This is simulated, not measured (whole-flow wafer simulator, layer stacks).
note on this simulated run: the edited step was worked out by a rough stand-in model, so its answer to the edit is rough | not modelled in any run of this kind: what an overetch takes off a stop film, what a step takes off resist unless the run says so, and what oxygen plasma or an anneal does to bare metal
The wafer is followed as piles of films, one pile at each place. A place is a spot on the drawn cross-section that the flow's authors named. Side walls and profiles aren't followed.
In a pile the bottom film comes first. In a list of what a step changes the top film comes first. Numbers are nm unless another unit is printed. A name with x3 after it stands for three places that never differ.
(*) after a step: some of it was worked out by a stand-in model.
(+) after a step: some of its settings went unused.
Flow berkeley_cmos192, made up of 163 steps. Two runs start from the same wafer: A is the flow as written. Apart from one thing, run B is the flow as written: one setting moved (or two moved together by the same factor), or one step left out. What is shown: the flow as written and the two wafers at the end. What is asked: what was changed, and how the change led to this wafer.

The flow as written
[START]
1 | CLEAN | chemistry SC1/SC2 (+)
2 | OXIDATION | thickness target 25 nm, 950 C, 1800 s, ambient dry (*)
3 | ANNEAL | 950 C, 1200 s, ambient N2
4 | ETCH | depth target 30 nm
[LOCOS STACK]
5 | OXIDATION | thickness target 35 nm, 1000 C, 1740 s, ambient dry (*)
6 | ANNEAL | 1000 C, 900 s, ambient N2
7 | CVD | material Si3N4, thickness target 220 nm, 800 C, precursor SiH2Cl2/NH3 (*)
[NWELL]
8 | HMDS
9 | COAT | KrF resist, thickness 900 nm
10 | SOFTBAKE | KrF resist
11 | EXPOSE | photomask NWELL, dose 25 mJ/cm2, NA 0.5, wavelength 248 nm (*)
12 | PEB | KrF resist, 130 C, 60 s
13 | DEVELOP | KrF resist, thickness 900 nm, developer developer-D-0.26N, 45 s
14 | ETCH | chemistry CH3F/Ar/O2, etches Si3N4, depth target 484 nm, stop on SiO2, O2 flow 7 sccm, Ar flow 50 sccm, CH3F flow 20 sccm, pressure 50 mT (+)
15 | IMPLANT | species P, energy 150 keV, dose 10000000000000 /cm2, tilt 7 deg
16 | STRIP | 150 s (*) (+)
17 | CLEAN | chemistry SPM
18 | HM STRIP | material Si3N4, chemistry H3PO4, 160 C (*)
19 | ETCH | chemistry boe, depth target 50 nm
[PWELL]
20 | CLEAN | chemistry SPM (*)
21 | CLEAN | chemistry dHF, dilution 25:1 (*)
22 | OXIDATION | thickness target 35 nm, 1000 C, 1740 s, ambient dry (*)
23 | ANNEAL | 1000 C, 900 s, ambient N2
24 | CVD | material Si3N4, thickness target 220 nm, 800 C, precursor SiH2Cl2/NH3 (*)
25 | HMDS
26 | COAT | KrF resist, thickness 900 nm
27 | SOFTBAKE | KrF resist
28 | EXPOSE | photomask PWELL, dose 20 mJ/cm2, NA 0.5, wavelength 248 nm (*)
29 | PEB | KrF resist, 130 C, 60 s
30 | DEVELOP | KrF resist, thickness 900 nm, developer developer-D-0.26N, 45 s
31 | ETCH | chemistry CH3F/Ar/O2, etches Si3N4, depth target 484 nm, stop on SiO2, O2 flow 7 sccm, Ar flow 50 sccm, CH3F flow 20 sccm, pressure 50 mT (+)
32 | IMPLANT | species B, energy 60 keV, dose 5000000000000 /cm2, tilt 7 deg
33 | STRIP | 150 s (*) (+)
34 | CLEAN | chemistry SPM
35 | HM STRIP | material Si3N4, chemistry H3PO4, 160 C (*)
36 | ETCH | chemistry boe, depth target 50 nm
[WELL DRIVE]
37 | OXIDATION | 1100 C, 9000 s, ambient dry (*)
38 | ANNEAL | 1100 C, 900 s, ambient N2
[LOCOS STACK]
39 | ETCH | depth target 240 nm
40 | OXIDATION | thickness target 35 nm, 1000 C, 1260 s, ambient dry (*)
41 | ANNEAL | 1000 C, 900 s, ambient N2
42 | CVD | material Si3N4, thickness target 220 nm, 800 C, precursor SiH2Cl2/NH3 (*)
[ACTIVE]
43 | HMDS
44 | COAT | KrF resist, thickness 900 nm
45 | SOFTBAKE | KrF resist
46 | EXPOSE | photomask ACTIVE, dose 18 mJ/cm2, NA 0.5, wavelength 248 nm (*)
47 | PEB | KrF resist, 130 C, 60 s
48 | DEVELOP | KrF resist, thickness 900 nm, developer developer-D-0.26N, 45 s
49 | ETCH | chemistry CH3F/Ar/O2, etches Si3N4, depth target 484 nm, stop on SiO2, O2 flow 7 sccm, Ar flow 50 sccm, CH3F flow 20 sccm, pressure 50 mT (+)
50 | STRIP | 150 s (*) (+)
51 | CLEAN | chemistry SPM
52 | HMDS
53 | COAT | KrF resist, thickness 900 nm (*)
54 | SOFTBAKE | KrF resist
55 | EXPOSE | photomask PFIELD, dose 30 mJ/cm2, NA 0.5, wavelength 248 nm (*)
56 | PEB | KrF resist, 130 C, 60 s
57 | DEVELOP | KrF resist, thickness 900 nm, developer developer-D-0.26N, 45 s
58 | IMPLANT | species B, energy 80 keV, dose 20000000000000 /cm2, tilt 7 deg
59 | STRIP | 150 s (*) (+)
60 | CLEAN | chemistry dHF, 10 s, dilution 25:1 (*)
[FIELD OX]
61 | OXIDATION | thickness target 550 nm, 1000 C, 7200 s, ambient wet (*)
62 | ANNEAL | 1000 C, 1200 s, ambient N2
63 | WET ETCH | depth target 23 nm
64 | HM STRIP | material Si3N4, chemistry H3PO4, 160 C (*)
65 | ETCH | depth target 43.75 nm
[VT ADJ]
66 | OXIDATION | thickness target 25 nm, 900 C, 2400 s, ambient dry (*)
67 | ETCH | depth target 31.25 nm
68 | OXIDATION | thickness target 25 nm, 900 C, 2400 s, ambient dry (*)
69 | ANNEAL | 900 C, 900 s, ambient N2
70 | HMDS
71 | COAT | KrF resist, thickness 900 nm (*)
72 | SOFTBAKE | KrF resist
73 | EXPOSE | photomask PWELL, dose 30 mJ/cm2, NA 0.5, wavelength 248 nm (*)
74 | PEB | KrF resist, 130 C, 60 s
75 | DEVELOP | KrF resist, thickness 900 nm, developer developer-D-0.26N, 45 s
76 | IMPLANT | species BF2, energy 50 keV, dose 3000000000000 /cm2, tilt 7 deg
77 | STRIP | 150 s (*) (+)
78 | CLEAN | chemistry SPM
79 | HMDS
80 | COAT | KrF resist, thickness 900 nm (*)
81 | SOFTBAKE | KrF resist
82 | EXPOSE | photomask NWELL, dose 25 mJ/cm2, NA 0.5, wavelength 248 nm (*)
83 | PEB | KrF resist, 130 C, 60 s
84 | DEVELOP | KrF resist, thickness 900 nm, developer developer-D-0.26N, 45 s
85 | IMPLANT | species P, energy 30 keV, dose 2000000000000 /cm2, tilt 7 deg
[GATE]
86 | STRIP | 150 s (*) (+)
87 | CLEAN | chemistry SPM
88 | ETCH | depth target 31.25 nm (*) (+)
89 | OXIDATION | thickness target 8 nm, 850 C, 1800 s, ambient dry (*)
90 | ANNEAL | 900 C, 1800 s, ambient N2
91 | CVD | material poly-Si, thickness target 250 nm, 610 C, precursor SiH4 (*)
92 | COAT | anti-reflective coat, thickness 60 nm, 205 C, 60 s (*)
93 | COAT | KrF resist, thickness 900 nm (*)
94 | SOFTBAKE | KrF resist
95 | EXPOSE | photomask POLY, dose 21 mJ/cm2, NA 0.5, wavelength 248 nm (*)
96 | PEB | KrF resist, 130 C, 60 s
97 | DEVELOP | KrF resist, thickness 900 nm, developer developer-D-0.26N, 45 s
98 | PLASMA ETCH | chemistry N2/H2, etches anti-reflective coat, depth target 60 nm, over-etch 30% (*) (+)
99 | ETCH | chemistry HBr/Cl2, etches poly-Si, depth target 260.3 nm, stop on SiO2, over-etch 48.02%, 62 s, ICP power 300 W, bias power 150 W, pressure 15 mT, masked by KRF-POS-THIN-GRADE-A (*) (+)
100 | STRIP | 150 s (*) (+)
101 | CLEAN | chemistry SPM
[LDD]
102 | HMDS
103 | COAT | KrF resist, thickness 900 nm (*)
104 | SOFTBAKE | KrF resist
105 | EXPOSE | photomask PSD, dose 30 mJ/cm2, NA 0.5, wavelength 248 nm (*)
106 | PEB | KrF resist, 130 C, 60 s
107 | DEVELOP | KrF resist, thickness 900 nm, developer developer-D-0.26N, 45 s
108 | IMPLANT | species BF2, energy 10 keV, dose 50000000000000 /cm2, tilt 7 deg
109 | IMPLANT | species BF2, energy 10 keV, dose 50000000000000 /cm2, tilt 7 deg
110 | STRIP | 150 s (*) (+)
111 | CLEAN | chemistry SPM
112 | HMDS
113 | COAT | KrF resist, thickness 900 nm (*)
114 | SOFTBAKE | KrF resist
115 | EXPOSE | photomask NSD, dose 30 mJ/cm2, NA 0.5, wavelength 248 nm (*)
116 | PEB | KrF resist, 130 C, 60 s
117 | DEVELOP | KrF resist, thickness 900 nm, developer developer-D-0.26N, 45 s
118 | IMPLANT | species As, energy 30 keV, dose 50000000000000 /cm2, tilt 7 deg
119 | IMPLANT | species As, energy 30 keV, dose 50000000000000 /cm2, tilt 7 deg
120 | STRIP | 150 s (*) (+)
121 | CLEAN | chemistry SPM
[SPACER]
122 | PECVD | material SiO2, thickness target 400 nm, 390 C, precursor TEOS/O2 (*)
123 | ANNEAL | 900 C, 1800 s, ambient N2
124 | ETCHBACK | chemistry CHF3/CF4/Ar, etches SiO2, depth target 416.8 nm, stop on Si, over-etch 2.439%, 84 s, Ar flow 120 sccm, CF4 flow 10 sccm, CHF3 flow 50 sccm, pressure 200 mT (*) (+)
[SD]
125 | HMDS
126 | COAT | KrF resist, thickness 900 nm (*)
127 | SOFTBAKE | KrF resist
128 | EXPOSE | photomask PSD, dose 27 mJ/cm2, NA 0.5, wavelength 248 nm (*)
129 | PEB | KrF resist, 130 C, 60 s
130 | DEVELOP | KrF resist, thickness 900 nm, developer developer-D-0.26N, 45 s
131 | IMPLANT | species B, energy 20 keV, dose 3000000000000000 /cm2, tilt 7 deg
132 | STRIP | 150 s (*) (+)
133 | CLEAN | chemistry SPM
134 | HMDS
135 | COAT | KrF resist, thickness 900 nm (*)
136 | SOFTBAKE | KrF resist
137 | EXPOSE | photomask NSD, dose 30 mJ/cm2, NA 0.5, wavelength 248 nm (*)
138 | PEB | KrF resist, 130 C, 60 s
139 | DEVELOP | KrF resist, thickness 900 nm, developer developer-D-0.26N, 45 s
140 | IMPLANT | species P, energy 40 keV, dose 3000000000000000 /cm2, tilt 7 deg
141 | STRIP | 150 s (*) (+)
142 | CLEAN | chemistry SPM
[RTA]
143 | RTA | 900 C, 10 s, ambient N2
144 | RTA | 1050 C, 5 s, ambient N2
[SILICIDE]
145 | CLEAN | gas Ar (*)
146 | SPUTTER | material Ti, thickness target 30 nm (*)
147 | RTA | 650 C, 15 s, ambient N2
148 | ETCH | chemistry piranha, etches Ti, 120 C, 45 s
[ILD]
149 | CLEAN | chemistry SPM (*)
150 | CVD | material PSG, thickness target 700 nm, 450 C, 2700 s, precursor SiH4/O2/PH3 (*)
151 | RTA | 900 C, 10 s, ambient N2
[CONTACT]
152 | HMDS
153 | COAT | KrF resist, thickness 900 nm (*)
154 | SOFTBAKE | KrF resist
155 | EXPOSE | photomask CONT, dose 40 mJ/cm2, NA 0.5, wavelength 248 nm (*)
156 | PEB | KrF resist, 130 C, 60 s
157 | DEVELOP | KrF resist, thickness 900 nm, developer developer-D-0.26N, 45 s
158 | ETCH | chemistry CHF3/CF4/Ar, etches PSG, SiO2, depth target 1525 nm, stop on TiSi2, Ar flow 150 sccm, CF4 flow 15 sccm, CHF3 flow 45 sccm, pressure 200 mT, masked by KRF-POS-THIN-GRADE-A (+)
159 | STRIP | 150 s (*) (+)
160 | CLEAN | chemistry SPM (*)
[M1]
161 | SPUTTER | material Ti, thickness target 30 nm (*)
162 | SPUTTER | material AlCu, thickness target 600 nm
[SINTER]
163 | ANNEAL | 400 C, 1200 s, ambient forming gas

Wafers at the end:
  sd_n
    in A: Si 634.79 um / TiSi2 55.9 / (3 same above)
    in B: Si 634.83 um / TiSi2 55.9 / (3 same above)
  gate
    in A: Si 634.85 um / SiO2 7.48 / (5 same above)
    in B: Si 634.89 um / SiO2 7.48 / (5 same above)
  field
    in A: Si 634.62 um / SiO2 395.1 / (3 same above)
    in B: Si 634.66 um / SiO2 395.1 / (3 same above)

Cause: step 37, OXIDATION: 3600 s was run, whereas the flow has 9000 s.

The path from the change to this, step by step:
  37 | OXIDATION | 1100 C, 9000 s, ambient dry (*)
      field, sd_n, spacer_n and 6 more: A +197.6 SiO2 (new film), -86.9 Si | B +112.4 SiO2 (new film), -49.5 Si
  39 | ETCH | depth target 240 nm
      field, sd_n, spacer_n and 6 more: A -197.6 SiO2 (all of it) | B -112.4 SiO2 (all of it)
